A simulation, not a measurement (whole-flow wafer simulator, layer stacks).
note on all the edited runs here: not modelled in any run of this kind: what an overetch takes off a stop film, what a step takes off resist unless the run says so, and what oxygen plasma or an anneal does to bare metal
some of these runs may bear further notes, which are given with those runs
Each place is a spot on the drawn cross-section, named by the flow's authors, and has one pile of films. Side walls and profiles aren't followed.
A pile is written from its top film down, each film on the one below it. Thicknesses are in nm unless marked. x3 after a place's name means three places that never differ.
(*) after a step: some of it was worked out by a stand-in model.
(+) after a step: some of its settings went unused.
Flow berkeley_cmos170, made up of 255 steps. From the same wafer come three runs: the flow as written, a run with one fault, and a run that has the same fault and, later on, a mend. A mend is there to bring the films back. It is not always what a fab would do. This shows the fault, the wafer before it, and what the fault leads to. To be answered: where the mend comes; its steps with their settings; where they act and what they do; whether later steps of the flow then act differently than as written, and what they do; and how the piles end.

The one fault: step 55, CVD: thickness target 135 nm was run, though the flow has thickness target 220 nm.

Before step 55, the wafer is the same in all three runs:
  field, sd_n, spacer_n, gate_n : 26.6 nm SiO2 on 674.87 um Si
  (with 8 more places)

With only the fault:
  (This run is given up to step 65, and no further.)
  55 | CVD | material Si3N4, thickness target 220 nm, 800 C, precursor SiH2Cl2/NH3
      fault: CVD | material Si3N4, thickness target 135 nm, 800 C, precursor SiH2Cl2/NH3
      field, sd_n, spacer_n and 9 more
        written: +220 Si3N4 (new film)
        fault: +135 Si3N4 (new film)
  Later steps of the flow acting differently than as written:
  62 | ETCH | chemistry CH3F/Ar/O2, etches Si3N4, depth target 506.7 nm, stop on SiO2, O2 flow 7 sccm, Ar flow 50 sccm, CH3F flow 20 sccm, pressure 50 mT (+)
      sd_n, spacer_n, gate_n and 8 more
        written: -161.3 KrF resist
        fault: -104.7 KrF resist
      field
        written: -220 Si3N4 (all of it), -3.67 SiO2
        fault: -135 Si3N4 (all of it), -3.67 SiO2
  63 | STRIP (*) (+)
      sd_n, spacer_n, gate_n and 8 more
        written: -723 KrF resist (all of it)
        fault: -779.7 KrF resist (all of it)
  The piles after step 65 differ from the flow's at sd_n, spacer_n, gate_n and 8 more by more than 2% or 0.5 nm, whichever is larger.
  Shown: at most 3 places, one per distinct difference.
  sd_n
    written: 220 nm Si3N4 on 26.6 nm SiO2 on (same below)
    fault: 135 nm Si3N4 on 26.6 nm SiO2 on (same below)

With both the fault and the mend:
  The mend stands after step 55.
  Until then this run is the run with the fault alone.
  55a | ETCH | chemistry h3po4, depth target 155.2 nm
      field, sd_n, spacer_n and 9 more
        -135 Si3N4 (all of it)
  55b | CLEAN | chemistry SPM
      leaves every film unchanged at each place that is followed
  55c | CVD | material Si3N4, thickness target 220 nm, 800 C, precursor SiH2Cl2/NH3 (a further turn of the flow's step 55)
      field, sd_n, spacer_n and 9 more
        +220 Si3N4 (new film)
  None of the later steps of the flow acts differently than as written at any place that is followed.
  The piles end the same as the flow's at every place that both follow.
